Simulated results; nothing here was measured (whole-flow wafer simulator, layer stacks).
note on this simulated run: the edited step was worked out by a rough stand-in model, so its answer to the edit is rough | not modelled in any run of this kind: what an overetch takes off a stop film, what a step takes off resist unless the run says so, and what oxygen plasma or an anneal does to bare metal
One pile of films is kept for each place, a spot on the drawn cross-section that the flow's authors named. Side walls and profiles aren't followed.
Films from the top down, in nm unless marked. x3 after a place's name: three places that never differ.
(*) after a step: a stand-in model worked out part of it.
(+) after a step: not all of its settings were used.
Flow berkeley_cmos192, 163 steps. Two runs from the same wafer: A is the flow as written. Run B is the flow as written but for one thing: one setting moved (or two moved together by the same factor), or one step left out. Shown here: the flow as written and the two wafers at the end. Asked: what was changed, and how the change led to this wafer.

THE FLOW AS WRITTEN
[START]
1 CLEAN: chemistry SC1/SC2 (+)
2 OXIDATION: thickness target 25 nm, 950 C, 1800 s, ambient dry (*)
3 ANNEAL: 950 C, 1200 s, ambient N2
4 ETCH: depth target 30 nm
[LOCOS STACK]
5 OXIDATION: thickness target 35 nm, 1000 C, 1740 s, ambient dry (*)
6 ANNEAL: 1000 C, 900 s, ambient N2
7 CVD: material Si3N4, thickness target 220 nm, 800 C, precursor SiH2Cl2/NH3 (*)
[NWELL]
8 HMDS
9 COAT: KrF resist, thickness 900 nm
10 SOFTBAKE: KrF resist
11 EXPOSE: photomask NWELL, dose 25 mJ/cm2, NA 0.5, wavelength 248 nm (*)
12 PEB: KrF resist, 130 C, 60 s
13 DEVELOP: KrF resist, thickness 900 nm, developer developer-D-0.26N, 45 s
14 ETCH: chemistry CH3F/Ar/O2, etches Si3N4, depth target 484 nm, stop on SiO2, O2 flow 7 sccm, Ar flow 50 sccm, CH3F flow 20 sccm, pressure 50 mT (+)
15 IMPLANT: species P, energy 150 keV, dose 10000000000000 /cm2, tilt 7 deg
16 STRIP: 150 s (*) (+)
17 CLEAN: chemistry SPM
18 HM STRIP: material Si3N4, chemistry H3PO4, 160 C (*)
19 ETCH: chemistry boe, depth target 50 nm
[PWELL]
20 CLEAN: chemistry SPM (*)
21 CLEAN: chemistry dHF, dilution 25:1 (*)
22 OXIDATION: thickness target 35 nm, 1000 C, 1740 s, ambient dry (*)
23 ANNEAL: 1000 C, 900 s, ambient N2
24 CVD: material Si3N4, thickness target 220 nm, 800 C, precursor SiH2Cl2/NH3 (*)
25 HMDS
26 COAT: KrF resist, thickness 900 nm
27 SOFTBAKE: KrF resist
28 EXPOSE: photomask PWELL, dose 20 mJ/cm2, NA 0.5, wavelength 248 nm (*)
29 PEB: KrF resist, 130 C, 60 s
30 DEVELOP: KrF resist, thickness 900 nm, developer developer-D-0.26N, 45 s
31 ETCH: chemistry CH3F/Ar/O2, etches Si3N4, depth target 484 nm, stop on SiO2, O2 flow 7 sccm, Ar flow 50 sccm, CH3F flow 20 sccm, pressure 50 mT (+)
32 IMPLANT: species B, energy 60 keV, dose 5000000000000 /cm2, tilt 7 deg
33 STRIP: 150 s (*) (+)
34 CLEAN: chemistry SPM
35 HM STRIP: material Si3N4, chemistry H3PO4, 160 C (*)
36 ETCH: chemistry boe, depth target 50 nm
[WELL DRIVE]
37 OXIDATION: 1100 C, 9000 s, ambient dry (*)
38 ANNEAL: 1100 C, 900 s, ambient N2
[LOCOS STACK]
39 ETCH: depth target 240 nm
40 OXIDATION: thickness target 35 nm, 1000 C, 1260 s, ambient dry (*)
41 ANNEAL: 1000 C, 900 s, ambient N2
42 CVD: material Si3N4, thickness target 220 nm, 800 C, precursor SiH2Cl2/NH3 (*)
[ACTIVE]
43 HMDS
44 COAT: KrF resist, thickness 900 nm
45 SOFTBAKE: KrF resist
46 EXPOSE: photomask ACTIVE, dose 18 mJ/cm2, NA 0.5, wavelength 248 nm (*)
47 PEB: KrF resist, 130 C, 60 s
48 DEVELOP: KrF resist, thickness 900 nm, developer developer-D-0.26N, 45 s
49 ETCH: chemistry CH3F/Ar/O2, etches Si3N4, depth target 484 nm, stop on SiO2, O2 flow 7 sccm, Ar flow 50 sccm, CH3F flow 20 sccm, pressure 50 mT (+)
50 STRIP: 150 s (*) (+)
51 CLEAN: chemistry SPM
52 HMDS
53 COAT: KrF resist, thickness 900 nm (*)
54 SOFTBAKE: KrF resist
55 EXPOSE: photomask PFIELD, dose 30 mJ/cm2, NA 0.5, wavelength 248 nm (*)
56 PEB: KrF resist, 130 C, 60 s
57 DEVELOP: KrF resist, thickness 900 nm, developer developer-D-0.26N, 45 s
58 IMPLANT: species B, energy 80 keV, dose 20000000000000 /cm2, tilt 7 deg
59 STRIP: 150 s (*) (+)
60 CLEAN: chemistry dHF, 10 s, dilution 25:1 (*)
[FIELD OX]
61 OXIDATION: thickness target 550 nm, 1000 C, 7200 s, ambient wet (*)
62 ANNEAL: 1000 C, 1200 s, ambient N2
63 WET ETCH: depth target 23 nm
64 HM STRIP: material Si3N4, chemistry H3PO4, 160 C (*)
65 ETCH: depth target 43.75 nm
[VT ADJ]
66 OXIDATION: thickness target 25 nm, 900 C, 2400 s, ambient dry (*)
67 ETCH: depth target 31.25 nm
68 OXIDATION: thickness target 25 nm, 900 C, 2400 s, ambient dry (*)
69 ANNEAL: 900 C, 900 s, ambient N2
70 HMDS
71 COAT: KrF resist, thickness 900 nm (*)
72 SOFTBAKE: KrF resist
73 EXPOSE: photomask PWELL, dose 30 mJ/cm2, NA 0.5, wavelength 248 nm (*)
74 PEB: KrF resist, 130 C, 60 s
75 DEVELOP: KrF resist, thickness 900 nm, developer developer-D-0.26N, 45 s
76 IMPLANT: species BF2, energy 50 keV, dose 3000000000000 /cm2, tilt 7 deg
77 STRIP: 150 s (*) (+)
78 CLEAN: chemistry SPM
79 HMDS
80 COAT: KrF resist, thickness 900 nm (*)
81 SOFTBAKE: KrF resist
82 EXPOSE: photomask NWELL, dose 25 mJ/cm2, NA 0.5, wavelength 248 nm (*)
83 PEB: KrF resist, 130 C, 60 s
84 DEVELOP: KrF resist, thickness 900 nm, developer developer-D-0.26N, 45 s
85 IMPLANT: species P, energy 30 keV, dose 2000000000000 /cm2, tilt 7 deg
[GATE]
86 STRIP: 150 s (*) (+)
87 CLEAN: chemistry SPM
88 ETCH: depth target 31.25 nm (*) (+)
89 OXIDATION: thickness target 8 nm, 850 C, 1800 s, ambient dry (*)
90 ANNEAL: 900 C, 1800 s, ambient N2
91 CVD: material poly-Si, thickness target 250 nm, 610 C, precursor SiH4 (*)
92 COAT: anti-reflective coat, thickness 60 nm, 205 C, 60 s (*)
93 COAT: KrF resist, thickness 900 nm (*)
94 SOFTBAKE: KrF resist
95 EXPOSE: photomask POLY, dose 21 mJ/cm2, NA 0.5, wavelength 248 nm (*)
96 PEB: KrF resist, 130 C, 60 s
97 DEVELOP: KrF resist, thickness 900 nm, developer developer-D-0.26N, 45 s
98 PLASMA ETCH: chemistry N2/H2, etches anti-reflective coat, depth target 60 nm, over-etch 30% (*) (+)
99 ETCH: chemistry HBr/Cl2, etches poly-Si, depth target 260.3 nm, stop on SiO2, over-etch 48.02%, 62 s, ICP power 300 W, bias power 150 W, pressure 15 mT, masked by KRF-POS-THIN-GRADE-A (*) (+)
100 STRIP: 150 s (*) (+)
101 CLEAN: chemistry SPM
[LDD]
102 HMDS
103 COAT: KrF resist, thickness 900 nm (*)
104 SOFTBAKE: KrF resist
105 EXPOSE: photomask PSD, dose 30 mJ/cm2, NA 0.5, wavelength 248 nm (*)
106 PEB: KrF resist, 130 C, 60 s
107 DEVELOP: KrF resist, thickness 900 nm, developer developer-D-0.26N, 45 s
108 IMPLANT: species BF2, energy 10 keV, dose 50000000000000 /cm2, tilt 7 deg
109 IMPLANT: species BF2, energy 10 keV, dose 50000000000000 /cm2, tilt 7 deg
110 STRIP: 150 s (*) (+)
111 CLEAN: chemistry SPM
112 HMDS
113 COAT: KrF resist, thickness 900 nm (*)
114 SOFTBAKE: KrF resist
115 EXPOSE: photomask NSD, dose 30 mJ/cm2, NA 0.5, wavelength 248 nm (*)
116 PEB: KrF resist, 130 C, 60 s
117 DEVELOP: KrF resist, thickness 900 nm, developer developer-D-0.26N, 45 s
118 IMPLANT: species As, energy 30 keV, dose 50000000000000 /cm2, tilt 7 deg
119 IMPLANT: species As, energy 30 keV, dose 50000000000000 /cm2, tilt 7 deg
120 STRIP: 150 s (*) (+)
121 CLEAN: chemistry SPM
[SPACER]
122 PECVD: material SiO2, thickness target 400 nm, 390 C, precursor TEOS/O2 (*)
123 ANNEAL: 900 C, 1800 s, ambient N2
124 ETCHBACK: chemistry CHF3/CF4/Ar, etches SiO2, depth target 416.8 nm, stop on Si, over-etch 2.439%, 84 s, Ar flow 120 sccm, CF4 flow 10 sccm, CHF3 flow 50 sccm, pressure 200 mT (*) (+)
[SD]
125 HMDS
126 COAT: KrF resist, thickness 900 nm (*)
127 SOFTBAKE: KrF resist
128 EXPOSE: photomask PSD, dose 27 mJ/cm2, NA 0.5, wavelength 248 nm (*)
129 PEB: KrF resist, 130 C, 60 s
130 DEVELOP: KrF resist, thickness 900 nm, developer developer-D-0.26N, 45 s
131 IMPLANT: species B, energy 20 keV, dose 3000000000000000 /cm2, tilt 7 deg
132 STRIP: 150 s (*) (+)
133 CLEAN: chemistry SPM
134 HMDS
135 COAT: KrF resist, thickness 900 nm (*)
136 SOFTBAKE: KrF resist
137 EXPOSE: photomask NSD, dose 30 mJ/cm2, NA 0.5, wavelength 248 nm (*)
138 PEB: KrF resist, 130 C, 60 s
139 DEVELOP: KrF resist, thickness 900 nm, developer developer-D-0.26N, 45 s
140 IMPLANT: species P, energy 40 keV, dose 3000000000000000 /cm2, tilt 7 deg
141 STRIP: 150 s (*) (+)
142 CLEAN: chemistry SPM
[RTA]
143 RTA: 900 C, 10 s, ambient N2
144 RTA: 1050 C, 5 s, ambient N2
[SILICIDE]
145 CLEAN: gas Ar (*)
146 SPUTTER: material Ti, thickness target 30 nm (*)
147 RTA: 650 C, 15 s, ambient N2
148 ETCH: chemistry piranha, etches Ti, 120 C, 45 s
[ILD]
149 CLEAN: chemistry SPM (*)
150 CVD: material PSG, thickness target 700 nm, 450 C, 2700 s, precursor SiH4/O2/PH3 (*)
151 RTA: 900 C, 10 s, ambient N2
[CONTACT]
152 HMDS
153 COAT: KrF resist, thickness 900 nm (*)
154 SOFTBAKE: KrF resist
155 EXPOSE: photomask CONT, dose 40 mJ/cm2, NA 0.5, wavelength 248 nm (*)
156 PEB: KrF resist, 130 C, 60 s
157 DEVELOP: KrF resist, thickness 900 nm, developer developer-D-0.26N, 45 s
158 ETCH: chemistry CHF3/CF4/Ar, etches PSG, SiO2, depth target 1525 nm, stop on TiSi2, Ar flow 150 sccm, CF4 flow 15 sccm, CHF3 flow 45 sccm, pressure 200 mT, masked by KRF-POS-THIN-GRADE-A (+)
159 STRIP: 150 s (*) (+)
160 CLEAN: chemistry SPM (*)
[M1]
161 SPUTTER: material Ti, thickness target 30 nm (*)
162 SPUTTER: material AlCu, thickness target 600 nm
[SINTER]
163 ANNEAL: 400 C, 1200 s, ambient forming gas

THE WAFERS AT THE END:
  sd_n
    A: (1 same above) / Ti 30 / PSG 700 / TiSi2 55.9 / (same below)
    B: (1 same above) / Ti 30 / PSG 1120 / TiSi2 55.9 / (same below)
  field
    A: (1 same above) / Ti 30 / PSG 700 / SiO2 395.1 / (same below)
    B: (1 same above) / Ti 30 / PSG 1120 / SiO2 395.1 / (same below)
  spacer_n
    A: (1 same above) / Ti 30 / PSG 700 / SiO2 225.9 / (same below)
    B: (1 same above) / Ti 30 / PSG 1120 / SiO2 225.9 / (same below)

The cause: step 150, CVD: thickness target 1120 nm was run, where the flow has thickness target 700 nm.
It can be read off the wafer: sd_n has PSG 1120, and step 150 as written asks for 700 nm.

How the change led to this, step by step:
  150 CVD: material PSG, thickness target 700 nm, 450 C, 2700 s, precursor SiH4/O2/PH3 (*)
      field, sd_n, spacer_n, gate, spacer_p, gate_p, contact, m1: A PSG +700 (new film) | B PSG +1120 (new film)
      sd_p: A PSG +665.5 (new film) | B PSG +1120 (new film)
  153 COAT: KrF resist, thickness 900 nm (*)
      sd_p: A KrF resist +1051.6 (new film) | B KrF resist +1029.4 (new film)
  158 ETCH: chemistry CHF3/CF4/Ar, etches PSG, SiO2, depth target 1525 nm, stop on TiSi2, Ar flow 150 sccm, CF4 flow 15 sccm, CHF3 flow 45 sccm, pressure 200 mT, masked by KRF-POS-THIN-GRADE-A (+)
      field, sd_n, spacer_n, gate, sd_p, spacer_p, gate_p, m1: A KrF resist -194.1 | B KrF resist -299.1
      contact: A PSG -700 (all of it), TiSi2 -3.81 | B PSG -1120 (all of it), TiSi2 -3.81
  159 STRIP: 150 s (*) (+)
      field: A KrF resist -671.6 (all of it) | B KrF resist -570.9 (all of it)
      sd_n: A KrF resist -792.3 (all of it) | B KrF resist -690.9 (all of it)
      (and at 6 more places)
  161 SPUTTER: material Ti, thickness target 30 nm (*)
      sd_p: A Ti +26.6 (new film) | B Ti +27.2 (new film)
      contact: A Ti +21.1 (new film) | B Ti +16.8 (new film)
  162 SPUTTER: material AlCu, thickness target 600 nm
      sd_p: A AlCu +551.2 (new film) | B AlCu +566.7 (new film)
      contact: A AlCu +410.9 (new film) | B AlCu +320.9 (new film)
